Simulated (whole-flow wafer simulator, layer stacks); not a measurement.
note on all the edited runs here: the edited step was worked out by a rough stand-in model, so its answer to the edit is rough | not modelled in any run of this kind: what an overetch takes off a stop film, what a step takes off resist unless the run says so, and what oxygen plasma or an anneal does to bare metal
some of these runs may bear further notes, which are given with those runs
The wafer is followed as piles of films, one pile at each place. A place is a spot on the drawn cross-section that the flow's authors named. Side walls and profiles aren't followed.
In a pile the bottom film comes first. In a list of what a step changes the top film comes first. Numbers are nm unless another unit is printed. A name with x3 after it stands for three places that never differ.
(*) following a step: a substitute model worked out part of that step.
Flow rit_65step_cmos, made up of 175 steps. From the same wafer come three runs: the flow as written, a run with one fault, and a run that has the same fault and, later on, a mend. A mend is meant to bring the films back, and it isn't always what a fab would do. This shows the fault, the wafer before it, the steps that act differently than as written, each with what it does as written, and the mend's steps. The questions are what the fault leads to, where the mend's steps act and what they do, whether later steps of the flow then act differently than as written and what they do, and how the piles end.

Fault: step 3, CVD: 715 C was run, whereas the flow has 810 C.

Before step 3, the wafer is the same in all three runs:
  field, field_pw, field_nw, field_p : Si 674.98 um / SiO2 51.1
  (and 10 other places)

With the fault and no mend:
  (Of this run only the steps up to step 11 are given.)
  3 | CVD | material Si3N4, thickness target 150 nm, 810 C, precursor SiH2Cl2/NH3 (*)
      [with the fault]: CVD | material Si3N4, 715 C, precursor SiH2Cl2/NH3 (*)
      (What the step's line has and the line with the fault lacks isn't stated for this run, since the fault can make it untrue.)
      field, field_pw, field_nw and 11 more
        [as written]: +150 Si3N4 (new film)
        [with the fault]: +30 Si3N4 (new film)
  Later steps of the flow up to step 11 that are run all act as written at every place that is followed.
  After step 11, at field, field_pw, field_nw and 11 more, the piles differ from the flow's by more than 2% or 0.5 nm, whichever is larger.
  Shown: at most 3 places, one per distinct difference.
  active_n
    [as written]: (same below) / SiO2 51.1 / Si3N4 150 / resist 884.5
    [with the fault]: (same below) / SiO2 51.1 / Si3N4 30 / resist 884.5
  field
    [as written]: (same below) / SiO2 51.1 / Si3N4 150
    [with the fault]: (same below) / SiO2 51.1 / Si3N4 30

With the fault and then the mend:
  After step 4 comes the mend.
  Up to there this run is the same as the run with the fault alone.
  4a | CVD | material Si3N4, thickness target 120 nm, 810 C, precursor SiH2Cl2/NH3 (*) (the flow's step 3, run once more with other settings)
      field, field_pw, field_nw and 11 more
        +120 Si3N4
  Later steps of the flow that are run all act as written at every place that is followed, up to a difference of at most 2% or 0.5 nm, whichever is larger.
  The piles end the same as the flow's at every place that both follow.
